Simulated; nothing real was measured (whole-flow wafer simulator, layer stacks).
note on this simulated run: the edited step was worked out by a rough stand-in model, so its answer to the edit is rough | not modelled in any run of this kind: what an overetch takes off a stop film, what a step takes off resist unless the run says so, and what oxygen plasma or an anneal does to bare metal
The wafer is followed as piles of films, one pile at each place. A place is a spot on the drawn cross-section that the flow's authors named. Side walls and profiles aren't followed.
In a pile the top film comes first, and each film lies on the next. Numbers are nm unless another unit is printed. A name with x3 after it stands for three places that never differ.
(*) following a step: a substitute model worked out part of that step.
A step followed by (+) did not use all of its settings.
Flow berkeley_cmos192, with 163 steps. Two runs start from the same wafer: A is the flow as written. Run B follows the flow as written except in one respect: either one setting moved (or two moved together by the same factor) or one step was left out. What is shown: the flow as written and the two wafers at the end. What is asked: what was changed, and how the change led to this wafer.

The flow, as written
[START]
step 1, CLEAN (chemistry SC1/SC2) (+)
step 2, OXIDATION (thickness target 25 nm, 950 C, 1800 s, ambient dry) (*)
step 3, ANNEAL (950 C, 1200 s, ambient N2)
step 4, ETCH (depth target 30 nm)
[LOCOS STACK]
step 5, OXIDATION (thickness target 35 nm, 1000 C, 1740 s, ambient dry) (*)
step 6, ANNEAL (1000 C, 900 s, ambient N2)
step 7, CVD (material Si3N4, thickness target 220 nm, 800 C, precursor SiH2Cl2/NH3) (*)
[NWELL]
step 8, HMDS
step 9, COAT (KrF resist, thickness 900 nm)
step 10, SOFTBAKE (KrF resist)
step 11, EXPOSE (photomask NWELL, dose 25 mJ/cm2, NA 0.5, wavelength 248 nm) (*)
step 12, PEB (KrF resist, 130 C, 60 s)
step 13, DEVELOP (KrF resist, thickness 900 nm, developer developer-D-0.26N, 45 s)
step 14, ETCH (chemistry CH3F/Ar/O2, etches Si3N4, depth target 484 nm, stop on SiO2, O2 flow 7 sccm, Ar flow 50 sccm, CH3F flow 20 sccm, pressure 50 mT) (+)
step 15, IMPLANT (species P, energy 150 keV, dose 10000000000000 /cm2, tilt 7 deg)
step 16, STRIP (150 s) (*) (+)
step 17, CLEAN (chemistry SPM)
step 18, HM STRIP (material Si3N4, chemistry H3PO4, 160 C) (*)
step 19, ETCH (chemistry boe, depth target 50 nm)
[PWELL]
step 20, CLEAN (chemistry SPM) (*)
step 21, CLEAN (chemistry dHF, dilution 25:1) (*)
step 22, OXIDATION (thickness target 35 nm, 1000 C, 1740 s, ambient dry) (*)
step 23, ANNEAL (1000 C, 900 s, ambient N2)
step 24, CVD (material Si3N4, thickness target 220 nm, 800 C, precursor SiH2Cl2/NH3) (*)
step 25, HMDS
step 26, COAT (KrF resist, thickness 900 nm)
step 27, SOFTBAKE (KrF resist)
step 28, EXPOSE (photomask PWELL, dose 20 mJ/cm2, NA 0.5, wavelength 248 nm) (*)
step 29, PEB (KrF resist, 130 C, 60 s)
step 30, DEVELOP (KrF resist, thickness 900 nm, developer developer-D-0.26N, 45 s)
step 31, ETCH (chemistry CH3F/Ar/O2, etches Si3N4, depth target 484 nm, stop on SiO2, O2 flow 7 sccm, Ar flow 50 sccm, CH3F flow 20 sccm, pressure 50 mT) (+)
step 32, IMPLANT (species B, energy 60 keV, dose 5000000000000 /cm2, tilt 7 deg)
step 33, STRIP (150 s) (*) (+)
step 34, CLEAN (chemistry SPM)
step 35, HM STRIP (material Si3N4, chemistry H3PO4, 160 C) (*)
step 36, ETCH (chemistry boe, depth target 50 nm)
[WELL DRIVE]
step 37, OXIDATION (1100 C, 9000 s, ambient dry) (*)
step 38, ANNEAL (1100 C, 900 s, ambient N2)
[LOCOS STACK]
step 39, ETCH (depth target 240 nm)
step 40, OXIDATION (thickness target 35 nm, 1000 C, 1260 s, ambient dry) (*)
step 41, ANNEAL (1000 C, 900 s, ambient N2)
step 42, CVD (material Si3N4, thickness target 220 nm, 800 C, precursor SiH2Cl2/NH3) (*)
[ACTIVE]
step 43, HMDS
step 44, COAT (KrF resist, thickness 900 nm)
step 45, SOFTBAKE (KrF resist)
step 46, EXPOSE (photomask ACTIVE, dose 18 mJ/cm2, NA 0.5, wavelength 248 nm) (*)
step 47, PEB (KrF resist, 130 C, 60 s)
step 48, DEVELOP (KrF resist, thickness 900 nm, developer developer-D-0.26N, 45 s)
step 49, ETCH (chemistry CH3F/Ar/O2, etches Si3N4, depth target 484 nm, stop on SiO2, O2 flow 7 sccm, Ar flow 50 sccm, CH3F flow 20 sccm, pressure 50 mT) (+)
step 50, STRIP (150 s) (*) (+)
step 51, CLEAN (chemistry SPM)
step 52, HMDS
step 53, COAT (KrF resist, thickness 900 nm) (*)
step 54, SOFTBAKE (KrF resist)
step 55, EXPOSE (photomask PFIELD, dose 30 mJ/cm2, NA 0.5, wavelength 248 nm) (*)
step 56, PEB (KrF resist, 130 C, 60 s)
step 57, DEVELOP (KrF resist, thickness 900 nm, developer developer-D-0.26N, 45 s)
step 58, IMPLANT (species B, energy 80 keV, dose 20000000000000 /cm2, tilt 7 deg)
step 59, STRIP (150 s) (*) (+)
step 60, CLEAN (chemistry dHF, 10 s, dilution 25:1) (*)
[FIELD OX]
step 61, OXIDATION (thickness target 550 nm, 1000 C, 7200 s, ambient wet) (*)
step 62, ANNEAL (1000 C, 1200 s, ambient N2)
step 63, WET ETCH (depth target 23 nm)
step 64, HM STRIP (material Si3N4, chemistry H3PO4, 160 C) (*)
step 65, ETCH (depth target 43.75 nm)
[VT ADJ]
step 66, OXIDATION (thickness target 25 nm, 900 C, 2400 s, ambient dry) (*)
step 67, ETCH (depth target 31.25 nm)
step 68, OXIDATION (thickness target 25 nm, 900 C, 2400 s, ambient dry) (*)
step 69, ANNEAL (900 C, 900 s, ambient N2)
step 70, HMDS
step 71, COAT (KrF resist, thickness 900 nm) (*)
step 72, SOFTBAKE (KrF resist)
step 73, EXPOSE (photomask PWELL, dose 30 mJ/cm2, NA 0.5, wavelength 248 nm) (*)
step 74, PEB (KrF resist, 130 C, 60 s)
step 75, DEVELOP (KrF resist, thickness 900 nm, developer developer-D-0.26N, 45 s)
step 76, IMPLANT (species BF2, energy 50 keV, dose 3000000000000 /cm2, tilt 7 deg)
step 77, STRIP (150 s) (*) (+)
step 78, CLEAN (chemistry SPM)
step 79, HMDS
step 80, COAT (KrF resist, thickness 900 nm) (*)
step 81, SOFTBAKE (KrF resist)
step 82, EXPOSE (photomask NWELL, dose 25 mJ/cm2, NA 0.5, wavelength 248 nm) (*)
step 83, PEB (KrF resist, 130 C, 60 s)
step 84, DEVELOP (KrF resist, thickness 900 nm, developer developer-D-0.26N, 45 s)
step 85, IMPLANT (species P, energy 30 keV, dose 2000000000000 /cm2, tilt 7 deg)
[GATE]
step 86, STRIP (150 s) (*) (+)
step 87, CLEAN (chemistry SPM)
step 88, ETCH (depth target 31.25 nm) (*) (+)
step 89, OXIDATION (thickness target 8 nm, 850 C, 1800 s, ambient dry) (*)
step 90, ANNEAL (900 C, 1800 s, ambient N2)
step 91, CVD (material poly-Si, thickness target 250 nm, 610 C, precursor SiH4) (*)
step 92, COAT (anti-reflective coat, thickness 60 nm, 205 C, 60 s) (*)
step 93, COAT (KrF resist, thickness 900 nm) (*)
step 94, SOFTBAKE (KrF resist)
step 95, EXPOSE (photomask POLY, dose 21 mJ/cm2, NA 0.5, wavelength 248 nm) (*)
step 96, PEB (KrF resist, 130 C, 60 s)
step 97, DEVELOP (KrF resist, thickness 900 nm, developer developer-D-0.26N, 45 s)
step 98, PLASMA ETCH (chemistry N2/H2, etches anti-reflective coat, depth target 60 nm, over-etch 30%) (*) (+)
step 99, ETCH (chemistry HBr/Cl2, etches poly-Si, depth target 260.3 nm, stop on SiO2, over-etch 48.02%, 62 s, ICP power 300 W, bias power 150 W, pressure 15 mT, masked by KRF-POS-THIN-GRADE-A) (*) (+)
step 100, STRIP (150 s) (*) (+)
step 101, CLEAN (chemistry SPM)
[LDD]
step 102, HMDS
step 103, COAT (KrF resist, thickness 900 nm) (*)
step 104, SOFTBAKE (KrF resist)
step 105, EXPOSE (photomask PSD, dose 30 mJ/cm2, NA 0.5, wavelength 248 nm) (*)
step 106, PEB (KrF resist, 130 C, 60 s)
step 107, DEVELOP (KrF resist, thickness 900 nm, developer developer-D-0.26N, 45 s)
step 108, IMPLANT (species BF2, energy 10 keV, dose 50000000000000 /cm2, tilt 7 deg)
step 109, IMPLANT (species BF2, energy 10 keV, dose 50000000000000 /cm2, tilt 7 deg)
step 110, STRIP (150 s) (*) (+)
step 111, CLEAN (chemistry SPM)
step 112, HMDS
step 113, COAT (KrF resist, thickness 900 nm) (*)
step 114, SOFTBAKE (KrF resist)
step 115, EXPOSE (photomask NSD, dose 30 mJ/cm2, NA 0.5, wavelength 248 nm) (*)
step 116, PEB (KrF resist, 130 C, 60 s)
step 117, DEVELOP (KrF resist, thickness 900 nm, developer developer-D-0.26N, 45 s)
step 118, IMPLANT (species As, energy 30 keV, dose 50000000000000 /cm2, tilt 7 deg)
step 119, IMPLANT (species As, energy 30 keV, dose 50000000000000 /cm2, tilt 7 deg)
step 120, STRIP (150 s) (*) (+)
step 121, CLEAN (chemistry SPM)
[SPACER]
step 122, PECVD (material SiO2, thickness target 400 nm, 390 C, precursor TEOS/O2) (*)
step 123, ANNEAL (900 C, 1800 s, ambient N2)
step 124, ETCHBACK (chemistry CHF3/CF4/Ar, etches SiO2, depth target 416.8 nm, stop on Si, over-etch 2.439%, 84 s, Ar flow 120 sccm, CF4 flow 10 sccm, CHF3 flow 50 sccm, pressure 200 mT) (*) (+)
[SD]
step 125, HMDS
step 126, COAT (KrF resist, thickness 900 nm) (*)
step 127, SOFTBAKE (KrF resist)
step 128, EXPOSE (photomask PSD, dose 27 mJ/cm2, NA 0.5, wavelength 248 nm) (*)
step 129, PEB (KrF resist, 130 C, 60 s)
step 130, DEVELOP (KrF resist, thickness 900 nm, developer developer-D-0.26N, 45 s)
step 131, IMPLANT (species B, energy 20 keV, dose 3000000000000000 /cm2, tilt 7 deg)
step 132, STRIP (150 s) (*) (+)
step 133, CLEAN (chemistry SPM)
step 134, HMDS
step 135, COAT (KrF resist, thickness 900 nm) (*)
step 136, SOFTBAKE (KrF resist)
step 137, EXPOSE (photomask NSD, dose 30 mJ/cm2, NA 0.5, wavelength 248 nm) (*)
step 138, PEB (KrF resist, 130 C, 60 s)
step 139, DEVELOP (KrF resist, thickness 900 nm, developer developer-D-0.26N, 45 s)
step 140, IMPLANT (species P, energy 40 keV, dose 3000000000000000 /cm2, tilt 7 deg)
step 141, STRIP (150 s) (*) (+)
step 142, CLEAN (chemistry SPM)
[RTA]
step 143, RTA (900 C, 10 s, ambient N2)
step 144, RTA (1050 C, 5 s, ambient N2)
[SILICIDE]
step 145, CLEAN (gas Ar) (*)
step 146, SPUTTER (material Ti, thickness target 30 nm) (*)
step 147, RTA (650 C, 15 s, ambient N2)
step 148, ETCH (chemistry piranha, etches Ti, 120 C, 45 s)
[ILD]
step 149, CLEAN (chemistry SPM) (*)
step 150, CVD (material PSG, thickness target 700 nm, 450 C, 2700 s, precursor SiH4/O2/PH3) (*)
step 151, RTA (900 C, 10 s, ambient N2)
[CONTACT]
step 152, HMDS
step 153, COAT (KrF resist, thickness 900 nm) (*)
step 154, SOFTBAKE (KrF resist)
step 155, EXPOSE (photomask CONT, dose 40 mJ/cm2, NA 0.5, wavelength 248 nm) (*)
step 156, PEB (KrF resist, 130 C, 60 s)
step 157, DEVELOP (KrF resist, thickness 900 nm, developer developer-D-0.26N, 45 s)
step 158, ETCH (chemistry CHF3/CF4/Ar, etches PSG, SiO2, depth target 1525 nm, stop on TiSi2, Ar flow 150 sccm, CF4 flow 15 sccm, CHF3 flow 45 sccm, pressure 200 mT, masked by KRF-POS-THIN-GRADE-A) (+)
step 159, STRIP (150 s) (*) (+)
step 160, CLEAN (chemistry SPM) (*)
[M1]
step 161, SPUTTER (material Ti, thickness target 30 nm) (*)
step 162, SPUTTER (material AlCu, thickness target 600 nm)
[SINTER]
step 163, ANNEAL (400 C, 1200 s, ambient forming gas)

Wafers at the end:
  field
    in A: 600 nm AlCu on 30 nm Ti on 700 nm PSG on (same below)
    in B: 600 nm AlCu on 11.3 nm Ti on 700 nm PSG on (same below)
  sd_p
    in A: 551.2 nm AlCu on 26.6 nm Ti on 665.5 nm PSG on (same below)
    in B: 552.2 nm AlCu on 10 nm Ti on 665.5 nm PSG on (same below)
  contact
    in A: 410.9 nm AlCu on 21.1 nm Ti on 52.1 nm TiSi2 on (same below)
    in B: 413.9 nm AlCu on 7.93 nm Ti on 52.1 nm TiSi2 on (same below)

What caused this: step 161, SPUTTER: thickness target 11.28 nm was run, whereas the flow has thickness target 30 nm.
One can read it off the wafer: field has Ti 11.3, and step 161 as written asks for 30 nm.

Step by step, how the change led to this:
  step 161, SPUTTER (material Ti, thickness target 30 nm) (*)
      field, sd_n, spacer_n, gate, spacer_p, gate_p, m1: A Ti gains 30 (new film) | B Ti gains 11.3 (new film)
      sd_p: A Ti gains 26.6 (new film) | B Ti gains 10 (new film)
      (also at 1 further place)
